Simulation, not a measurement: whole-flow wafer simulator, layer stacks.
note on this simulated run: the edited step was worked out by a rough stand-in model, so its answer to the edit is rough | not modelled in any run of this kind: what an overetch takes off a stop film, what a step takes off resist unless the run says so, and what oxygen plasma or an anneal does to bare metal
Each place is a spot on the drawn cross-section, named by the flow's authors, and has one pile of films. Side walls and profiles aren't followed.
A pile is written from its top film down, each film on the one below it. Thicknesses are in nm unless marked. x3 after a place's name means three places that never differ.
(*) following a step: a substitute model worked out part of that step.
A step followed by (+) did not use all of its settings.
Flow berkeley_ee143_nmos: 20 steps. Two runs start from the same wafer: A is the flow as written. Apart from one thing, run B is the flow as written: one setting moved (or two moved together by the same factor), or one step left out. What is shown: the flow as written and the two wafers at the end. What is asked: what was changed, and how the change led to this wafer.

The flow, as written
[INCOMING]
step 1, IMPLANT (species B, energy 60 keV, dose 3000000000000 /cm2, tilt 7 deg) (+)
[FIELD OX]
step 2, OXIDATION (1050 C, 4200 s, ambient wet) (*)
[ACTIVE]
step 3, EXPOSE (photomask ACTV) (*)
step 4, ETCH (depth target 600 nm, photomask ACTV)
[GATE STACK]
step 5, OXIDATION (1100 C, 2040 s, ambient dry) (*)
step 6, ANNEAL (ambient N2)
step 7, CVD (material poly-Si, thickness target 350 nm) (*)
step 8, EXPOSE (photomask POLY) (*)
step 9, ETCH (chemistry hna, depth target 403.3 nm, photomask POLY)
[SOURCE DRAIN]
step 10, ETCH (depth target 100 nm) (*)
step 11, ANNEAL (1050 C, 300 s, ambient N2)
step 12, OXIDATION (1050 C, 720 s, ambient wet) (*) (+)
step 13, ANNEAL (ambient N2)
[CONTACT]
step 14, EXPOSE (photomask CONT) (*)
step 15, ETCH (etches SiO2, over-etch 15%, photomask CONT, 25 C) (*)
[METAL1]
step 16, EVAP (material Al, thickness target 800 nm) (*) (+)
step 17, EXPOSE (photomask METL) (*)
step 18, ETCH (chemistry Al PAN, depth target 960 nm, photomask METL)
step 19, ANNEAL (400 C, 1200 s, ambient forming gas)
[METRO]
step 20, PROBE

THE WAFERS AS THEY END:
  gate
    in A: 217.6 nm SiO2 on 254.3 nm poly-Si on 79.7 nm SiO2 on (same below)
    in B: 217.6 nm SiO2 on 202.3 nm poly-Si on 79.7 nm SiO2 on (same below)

Cause: step 7, CVD: thickness target 298 nm was run, whereas the flow has thickness target 350 nm.

The path from the change to this, step by step:
  step 7, CVD (material poly-Si, thickness target 350 nm) (*)
      gate, sd, contact, field: A +350 poly-Si (new film) | B +298 poly-Si (new film)
  step 9, ETCH (chemistry hna, depth target 403.3 nm, photomask POLY)
      sd, contact, field: A -350 poly-Si (all of it) | B -298 poly-Si (all of it)
